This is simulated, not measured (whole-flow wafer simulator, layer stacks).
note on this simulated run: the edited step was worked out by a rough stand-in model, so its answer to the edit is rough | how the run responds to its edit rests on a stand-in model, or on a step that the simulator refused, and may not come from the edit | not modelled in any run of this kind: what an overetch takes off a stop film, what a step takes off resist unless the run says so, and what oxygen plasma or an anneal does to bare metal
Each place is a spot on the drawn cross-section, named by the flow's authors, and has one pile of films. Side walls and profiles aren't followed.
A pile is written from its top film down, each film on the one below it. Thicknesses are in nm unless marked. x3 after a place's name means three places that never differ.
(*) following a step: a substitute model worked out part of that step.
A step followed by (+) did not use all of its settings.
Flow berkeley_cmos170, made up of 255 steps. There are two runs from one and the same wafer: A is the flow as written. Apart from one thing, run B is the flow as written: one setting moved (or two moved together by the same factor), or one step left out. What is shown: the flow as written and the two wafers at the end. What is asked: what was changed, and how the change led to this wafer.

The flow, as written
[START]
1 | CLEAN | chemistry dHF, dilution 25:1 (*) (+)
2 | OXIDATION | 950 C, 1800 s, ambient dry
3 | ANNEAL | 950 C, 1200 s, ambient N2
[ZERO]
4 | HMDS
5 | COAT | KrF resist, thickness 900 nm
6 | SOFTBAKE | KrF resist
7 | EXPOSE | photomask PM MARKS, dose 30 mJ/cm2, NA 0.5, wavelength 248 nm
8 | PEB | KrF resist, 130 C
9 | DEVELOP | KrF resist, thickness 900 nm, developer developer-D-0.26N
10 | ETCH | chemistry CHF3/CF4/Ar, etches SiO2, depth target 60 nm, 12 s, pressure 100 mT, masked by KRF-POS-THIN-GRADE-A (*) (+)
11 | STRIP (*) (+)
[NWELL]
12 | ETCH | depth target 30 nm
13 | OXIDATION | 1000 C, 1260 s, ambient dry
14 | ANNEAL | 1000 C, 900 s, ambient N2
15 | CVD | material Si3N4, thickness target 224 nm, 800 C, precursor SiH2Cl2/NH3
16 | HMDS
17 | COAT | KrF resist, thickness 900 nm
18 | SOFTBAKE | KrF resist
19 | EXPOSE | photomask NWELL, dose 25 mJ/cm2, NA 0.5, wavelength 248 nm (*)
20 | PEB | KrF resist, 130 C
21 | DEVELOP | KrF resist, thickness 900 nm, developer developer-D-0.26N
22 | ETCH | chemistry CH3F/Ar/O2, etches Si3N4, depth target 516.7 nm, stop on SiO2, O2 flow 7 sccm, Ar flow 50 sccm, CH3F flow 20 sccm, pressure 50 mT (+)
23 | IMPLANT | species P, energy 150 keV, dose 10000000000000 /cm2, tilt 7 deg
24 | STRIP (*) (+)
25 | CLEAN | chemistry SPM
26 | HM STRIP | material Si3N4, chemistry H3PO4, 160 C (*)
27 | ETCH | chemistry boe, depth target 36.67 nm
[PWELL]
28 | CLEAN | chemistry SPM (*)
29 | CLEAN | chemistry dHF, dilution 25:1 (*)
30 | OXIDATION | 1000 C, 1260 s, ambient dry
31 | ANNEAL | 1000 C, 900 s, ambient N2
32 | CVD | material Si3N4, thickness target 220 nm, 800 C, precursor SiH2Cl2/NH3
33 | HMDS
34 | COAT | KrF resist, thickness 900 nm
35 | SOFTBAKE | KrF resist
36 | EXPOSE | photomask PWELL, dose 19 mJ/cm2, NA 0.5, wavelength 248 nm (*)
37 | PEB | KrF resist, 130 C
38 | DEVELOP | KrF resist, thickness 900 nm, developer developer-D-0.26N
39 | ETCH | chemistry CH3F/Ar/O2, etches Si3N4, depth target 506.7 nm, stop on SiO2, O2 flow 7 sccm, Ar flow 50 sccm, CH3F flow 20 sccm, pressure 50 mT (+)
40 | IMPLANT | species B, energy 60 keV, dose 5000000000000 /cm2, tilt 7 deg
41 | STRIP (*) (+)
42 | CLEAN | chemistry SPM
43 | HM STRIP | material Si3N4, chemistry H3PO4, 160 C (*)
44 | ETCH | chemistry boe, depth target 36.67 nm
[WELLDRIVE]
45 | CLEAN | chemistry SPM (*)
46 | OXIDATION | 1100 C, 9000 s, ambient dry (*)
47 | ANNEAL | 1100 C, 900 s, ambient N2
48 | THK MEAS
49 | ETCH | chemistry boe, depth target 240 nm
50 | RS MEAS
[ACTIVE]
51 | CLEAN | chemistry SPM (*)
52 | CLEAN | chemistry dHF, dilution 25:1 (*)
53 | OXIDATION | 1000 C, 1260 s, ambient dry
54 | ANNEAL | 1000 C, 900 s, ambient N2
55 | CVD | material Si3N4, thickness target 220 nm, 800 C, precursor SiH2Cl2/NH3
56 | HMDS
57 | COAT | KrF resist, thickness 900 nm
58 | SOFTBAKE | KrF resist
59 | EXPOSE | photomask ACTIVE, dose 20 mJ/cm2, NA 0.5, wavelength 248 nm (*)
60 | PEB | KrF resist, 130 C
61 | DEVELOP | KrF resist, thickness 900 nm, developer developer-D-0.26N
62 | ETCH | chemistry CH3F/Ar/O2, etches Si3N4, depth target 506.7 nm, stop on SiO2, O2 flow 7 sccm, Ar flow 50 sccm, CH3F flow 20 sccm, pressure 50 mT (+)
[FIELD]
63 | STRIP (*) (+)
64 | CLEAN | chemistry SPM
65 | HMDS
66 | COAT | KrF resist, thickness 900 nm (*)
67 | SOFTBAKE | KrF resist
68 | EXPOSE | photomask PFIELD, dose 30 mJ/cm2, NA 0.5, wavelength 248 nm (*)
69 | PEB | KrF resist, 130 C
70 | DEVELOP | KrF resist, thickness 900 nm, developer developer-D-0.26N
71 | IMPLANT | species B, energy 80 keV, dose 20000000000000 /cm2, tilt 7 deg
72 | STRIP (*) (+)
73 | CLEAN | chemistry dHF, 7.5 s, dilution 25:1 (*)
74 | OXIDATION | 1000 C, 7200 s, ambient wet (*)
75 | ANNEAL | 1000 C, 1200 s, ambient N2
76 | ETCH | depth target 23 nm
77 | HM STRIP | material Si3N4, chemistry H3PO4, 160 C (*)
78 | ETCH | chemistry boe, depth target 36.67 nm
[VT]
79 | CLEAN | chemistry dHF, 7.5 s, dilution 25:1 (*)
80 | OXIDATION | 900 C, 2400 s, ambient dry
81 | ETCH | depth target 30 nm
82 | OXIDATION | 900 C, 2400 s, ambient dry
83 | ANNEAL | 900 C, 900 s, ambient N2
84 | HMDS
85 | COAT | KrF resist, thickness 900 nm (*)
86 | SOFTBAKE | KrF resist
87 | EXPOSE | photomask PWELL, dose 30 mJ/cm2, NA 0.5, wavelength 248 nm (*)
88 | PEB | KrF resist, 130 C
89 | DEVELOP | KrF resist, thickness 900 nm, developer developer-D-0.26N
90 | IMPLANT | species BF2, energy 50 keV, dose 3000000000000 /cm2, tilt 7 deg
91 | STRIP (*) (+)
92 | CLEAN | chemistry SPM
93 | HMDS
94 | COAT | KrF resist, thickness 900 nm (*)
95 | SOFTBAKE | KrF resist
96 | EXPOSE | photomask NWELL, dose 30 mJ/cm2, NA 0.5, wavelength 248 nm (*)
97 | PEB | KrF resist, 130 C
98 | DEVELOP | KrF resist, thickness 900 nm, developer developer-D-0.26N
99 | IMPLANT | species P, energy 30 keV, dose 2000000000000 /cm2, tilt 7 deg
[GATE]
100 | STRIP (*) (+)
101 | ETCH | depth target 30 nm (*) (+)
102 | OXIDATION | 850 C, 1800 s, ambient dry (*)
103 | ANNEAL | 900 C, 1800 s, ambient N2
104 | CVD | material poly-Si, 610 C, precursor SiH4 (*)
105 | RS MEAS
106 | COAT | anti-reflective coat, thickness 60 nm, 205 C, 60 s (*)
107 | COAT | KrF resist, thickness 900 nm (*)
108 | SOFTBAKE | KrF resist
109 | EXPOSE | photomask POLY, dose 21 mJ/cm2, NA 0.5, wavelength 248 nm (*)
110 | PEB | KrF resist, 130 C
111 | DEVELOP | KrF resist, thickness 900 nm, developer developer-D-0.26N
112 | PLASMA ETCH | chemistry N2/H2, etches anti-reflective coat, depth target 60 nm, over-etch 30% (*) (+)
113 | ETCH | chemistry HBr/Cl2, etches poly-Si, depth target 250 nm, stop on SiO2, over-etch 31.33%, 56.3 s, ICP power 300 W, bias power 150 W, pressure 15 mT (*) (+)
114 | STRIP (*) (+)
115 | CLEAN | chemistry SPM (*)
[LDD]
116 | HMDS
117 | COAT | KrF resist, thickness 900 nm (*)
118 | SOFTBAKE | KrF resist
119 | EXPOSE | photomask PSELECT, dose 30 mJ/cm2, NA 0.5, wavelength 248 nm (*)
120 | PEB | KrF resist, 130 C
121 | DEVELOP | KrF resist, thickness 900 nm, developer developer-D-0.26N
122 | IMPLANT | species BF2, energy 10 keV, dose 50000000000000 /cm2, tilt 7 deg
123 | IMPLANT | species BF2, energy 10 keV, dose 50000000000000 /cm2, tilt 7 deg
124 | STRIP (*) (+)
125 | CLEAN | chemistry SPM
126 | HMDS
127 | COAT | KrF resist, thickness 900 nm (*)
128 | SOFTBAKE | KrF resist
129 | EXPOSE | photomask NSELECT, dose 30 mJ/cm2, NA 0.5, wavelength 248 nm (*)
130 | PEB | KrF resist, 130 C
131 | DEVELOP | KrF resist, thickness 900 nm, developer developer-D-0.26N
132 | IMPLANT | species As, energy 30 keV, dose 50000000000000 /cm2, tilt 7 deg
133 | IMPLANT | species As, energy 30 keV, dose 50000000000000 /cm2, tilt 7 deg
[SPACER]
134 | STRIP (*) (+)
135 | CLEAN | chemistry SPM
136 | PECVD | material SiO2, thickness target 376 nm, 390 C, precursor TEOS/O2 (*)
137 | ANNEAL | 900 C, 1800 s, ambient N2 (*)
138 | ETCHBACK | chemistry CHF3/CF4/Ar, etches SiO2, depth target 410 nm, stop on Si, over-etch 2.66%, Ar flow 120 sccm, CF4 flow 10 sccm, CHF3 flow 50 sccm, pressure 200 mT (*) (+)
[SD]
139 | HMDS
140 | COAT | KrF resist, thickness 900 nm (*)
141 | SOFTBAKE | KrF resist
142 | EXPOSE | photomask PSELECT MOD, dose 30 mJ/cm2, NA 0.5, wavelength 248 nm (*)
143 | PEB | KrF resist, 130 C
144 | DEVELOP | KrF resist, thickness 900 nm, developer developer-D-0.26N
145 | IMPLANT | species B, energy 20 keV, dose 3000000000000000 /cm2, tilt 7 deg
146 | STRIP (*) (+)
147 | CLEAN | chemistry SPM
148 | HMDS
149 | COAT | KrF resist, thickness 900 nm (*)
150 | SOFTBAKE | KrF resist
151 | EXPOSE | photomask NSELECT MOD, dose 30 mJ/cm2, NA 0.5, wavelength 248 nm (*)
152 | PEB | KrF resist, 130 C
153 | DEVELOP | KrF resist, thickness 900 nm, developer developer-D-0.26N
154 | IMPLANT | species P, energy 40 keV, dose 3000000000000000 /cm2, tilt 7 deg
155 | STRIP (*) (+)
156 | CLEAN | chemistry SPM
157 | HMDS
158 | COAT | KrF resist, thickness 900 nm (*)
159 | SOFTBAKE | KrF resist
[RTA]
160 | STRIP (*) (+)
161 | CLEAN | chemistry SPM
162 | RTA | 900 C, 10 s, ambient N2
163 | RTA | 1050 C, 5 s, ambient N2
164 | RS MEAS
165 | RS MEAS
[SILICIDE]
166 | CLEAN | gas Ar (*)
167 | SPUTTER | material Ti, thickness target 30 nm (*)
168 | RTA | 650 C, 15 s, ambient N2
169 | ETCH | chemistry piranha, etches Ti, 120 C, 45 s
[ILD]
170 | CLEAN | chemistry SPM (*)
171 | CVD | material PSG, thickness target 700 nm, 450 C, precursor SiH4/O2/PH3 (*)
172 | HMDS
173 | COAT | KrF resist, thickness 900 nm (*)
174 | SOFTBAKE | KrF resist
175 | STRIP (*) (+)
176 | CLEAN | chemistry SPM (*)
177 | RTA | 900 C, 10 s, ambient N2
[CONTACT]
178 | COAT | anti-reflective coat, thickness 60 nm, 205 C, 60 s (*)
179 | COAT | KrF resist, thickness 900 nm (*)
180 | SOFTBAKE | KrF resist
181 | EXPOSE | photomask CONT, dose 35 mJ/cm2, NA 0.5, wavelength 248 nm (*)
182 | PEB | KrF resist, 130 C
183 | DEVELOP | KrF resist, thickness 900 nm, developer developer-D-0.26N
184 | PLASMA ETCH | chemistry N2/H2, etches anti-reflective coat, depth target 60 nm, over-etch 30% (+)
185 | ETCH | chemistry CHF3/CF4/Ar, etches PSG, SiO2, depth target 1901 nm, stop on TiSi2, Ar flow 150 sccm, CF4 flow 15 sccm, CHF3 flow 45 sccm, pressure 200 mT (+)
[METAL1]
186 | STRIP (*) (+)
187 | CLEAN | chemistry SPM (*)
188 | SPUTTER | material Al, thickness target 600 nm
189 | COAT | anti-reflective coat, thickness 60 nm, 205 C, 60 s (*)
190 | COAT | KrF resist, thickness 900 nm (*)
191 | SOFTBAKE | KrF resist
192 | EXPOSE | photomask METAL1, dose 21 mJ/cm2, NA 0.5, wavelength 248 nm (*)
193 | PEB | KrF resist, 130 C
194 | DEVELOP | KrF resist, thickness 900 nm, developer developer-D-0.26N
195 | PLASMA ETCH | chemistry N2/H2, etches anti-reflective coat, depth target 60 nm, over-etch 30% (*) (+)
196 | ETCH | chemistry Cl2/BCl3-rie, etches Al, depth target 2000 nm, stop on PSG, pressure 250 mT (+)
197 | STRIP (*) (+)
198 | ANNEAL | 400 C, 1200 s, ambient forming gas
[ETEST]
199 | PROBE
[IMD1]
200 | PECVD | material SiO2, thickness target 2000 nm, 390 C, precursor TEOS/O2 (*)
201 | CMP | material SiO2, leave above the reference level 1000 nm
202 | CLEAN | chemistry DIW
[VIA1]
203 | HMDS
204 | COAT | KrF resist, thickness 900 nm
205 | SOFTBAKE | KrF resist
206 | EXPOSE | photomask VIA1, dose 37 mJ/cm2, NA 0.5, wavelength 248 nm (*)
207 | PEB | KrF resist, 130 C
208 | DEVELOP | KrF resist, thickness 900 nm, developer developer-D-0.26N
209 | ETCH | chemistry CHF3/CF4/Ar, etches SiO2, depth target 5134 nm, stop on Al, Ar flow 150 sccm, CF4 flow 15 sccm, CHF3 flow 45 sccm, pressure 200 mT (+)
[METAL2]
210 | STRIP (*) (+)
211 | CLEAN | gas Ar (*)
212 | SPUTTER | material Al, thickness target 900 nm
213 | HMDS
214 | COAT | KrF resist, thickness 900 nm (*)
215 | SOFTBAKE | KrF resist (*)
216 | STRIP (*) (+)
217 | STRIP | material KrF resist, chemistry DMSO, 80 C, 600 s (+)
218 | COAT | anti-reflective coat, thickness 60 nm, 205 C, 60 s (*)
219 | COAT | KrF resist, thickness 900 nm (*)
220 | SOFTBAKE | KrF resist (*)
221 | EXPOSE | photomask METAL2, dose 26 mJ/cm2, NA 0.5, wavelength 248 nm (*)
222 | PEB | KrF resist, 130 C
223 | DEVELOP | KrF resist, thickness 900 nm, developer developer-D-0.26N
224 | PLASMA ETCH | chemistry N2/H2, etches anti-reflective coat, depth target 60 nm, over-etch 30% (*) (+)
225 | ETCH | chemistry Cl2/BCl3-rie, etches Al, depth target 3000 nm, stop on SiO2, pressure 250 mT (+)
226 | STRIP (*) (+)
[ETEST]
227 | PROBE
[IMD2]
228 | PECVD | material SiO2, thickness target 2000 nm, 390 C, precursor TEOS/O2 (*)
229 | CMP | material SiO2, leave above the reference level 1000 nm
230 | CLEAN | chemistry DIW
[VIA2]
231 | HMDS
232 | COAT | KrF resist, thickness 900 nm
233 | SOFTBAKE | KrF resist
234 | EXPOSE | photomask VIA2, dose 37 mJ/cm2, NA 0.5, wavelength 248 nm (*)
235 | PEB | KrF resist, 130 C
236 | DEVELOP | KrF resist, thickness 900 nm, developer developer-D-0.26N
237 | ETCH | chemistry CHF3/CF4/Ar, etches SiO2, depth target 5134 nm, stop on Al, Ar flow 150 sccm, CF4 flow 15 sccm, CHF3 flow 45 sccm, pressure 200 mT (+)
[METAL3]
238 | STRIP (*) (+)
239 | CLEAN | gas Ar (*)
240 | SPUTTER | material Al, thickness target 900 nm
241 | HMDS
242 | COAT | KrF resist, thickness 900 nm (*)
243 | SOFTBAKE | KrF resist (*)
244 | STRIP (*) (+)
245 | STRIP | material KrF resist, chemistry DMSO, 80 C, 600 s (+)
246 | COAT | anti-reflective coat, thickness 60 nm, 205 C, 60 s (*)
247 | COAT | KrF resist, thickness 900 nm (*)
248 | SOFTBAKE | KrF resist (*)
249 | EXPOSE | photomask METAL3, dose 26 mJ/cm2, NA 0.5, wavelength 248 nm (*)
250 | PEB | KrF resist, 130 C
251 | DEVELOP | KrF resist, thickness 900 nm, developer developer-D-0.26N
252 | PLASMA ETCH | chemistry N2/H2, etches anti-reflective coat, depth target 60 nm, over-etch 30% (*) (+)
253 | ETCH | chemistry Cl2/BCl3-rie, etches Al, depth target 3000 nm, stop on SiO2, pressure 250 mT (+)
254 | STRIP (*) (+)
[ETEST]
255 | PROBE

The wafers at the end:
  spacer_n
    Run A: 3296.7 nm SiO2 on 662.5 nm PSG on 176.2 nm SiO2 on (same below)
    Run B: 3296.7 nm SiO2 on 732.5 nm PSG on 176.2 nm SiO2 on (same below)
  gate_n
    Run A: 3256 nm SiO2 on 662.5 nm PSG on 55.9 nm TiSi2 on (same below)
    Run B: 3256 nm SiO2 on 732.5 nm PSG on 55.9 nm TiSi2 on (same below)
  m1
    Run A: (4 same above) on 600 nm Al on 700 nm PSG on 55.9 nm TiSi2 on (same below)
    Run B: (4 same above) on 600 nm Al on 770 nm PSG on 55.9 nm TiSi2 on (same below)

The reason: step 171, CVD: thickness target 770 nm was run, though the flow has thickness target 700 nm.
One can read it off the wafer: m1 has PSG 770, and step 171 as written asks for 700 nm.

The path from the change to this, step by step:
  171 | CVD | material PSG, thickness target 700 nm, 450 C, precursor SiH4/O2/PH3 (*)
      field, sd_n, spacer_n and 9 more: A PSG gains 700 (new film) | B PSG gains 770 (new film)
  185 | ETCH | chemistry CHF3/CF4/Ar, etches PSG, SiO2, depth target 1901 nm, stop on TiSi2, Ar flow 150 sccm, CF4 flow 15 sccm, CHF3 flow 45 sccm, pressure 200 mT (+)
      field, sd_n, spacer_n and 8 more: A KrF resist loses 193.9 | B KrF resist loses 211.4
      contact: A PSG loses 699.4 (all of it), TiSi2 loses 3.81 | B PSG loses 769.4 (all of it), TiSi2 loses 3.81
  186 | STRIP (*) (+)
      field: A KrF resist loses 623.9 (all of it), anti-reflective coat loses 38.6 (all of it) | B KrF resist loses 606.3 (all of it), anti-reflective coat loses 38.6 (all of it)
      sd_n: A KrF resist loses 643.8 (all of it), anti-reflective coat loses 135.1 (all of it) | B KrF resist loses 625.7 (all of it), anti-reflective coat loses 135.7 (all of it)
      (as well as at 9 more places)
  188 | SPUTTER | material Al, thickness target 600 nm
      contact: A Al gains 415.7 (new film) | B Al gains 398.9 (new film)
  189 | COAT | anti-reflective coat, thickness 60 nm, 205 C, 60 s (*)
      sd_n: A anti-reflective coat gains 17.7 (new film) | B anti-reflective coat gains 14.2 (new film)
      contact: A anti-reflective coat gains 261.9 (new film) | B anti-reflective coat gains 280.1 (new film)
  190 | COAT | KrF resist, thickness 900 nm (*)
      contact: A KrF resist gains 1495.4 (new film) | B KrF resist gains 1550.4 (new film)
  195 | PLASMA ETCH | chemistry N2/H2, etches anti-reflective coat, depth target 60 nm, over-etch 30% (*) (+)
      sd_n: A anti-reflective coat loses 17.7 (all of it) | B anti-reflective coat loses 14.2 (all of it)
  197 | STRIP (*) (+)
      contact: A KrF resist loses 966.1 (all of it), anti-reflective coat loses 261.9 (all of it) | B KrF resist loses 1020.8 (all of it), anti-reflective coat loses 280.1 (all of it)
  201 | CMP | material SiO2, leave above the reference level 1000 nm
      contact: A SiO2 loses 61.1 | B nothing
  204 | COAT | KrF resist, thickness 900 nm
      contact: A KrF resist gains 900 (new film) | B KrF resist gains 929.3 (new film)
  210 | STRIP (*) (+)
      contact: A KrF resist loses 608.9 (all of it) | B KrF resist loses 638.2 (all of it)
  214 | COAT | KrF resist, thickness 900 nm (*)
      contact: A KrF resist gains 889.8 (new film) | B KrF resist gains 918.6 (new film)
  216 | STRIP (*) (+)
      contact: A KrF resist loses 889.8 (all of it) | B KrF resist loses 918.6 (all of it)
  218 | COAT | anti-reflective coat, thickness 60 nm, 205 C, 60 s (*)
      sd_n: A anti-reflective coat gains 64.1 (new film) | B anti-reflective coat gains 53.2 (new film)
      contact: A anti-reflective coat gains 62.1 (new film) | B anti-reflective coat gains 77.5 (new film)
  224 | PLASMA ETCH | chemistry N2/H2, etches anti-reflective coat, depth target 60 nm, over-etch 30% (*) (+)
      contact, m1, via1, m2, via2: A KrF resist loses 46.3 | B KrF resist loses 43.7
      sd_n: A anti-reflective coat loses 64.1 (all of it) | B anti-reflective coat loses 53.2 (all of it)
  226 | STRIP (*) (+)
      contact: A KrF resist loses 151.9 (all of it), anti-reflective coat loses 62.1 (all of it) | B KrF resist loses 166.4 (all of it), anti-reflective coat loses 77.5 (all of it)
  229 | CMP | material SiO2, leave above the reference level 1000 nm
      contact: A SiO2 loses 1000 | B SiO2 loses 964.9
